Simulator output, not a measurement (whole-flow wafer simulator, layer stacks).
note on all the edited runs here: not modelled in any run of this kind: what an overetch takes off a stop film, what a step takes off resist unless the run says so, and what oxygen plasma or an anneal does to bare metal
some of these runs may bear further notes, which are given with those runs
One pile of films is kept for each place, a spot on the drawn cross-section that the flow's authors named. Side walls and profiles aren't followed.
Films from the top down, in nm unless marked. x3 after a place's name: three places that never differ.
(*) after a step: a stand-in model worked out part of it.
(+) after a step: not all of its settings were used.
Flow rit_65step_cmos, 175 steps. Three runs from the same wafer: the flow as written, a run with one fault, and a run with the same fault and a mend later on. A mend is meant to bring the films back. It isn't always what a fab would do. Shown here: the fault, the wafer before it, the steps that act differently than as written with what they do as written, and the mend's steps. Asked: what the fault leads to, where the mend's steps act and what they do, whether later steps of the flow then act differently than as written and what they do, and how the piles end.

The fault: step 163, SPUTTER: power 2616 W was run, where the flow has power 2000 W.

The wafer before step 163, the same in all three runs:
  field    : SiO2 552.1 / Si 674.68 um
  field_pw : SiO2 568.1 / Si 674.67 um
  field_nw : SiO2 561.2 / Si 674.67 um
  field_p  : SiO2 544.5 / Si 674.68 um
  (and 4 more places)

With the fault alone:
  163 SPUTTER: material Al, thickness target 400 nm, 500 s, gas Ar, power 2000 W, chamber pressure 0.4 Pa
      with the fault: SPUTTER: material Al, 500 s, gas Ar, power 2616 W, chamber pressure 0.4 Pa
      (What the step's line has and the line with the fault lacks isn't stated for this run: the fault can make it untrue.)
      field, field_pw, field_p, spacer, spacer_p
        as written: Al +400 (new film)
        with the fault: Al +523.2 (new film)
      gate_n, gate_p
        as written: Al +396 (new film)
        with the fault: Al +505.5 (new film)
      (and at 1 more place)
  Later steps of the flow that act differently than as written (3 more steps differ only slightly, by at most 2% or 0.5 nm, whichever is larger, and aren't shown):
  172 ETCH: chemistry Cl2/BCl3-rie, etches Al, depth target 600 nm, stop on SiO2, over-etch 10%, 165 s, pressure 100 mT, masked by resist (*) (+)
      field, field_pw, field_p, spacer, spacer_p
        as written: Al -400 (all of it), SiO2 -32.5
        with the fault: Al -523.2 (all of it), SiO2 -17.1
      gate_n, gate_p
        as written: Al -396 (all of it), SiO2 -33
        with the fault: Al -505.5 (all of it), SiO2 -19.3
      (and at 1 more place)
  At the end the piles differ from the flow's by more than 2% or 0.5 nm, whichever is larger, at field, field_pw, field_nw, field_p, gate_n, gate_p, spacer, spacer_p.
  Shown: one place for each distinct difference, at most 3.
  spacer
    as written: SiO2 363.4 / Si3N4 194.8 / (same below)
    with the fault: SiO2 378.8 / Si3N4 194.8 / (same below)
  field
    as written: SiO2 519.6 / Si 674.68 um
    with the fault: SiO2 535 / Si 674.68 um
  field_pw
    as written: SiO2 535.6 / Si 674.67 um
    with the fault: SiO2 551 / Si 674.67 um

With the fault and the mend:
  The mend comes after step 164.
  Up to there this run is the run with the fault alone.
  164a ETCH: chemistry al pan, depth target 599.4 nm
      field, field_pw, field_nw, field_p, spacer, spacer_p
        Al -523.2 (all of it)
      gate_n, gate_p
        Al -505.5 (all of it)
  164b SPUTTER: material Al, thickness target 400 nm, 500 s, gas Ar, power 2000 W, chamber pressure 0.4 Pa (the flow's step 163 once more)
      field, field_pw, field_p, spacer, spacer_p
        Al +400 (new film)
      gate_n, gate_p
        Al +396 (new film)
      field_nw
        Al +397.2 (new film)
  No later step of the flow acts differently than as written at any place that is followed.
  At the end the piles are the same as the flow's at every place that both follow.
